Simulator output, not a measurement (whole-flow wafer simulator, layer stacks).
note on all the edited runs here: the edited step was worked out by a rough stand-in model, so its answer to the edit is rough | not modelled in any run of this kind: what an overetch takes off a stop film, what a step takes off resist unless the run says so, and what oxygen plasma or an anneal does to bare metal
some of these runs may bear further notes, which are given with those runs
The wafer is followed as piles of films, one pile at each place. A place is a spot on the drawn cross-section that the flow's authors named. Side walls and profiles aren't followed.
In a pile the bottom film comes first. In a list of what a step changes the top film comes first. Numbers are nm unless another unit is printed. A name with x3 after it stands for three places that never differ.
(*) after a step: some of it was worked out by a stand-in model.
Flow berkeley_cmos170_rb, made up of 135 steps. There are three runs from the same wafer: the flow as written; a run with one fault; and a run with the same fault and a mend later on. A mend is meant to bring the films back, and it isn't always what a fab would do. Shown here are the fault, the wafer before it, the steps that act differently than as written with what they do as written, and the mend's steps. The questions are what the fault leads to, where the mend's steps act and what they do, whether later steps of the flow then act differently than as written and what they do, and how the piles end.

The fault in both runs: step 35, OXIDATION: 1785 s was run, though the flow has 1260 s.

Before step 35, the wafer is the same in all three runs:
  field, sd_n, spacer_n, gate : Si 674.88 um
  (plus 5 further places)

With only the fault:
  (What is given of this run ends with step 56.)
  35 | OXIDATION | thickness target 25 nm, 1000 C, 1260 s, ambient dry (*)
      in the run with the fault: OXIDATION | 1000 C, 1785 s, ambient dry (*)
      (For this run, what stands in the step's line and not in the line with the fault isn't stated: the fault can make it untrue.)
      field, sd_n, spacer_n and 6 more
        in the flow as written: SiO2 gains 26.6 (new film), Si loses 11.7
        in the run with the fault: SiO2 gains 32.1 (new film), Si loses 14.1
  Steps further on in the flow that do not act as written:
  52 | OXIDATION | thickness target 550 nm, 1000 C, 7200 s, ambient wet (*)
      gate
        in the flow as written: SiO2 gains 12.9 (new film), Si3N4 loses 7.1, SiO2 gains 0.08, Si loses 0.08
        in the run with the fault: SiO2 gains 12.9 (new film), Si3N4 loses 7.1
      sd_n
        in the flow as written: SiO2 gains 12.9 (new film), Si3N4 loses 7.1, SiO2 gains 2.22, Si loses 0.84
        in the run with the fault: SiO2 gains 12.9 (new film), Si3N4 loses 7.1, SiO2 gains 4.45, Si loses 1.92
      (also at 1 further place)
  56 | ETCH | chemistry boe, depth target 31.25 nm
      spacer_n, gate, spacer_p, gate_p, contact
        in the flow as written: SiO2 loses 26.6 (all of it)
        in the run with the fault: SiO2 loses 31.3
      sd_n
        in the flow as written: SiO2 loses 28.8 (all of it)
        in the run with the fault: SiO2 loses 31.2
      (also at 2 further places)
  Once step 56 is done, the piles at sd_n, spacer_n, gate, sd_p, spacer_p, gate_p, contact, m1 depart from the flow's by more than 2% or 0.5 nm, whichever is larger.
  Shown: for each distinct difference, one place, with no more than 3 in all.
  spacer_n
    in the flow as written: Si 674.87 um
    in the run with the fault: Si 674.87 um / SiO2 0.84
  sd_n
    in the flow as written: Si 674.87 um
    in the run with the fault: Si 674.86 um / SiO2 5.29
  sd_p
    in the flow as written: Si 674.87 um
    in the run with the fault: Si 674.87 um / SiO2 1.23

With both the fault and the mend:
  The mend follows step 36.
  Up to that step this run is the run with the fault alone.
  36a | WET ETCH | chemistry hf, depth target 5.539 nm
      field, sd_n, spacer_n and 6 more
        SiO2 loses 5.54
  Later steps of the flow that are run all act as written at every place that is followed, up to a difference of at most 2% or 0.5 nm, whichever is larger.
  When the end is reached, the piles differ only a little from the flow's at the places that both follow, at most by 2% or 0.5 nm, whichever is larger.
